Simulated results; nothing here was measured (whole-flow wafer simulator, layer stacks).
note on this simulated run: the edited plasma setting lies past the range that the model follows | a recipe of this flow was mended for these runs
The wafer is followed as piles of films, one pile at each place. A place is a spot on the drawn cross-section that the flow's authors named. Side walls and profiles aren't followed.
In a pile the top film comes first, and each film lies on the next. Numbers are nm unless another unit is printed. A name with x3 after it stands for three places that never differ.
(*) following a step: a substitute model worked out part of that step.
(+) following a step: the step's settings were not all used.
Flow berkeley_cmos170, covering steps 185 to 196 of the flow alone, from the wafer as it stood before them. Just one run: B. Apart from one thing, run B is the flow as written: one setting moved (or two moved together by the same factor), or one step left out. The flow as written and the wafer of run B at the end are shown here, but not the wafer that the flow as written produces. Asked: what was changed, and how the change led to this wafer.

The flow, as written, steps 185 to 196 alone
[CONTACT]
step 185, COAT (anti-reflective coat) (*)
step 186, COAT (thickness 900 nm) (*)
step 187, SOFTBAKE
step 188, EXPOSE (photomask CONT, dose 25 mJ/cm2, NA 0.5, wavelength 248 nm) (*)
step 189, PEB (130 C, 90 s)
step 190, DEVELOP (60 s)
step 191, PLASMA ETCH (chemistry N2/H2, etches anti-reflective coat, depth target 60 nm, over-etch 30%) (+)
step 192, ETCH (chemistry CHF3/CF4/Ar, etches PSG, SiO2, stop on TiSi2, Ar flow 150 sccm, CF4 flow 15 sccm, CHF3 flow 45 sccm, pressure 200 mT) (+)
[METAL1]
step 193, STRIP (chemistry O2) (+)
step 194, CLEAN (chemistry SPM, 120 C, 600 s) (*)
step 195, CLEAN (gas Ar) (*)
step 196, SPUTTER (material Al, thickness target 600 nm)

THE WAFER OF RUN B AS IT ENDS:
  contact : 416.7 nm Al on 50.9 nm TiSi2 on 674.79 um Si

What caused this: step 192, ETCH: Ar flow 82 sccm was run, though the flow has Ar flow 150 sccm.

How this came from the change, step by step:
  step 192, ETCH (chemistry CHF3/CF4/Ar, etches PSG, SiO2, stop on TiSi2, Ar flow 150 sccm, CF4 flow 15 sccm, CHF3 flow 45 sccm, pressure 200 mT) (+)
      field, mark, sd_n and 9 more: KrF-resist loses 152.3 (as written it would have been: KrF-resist loses 193.9)
      contact: PSG loses 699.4 (all of it), TiSi2 loses 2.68 (as written it would have been: PSG loses 699.4 (all of it), TiSi2 loses 3.81)
  step 193, STRIP (chemistry O2) (+)
      field: KrF-resist loses 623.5 (all of it), anti-reflective coat loses 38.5 (all of it) (as written it would have been: KrF-resist loses 581.9 (all of it), anti-reflective coat loses 38.5 (all of it))
      mark: KrF-resist loses 636.5 (all of it), anti-reflective coat loses 60 (all of it) (as written it would have been: KrF-resist loses 594.8 (all of it), anti-reflective coat loses 60 (all of it))
      (and at 10 other places as well)
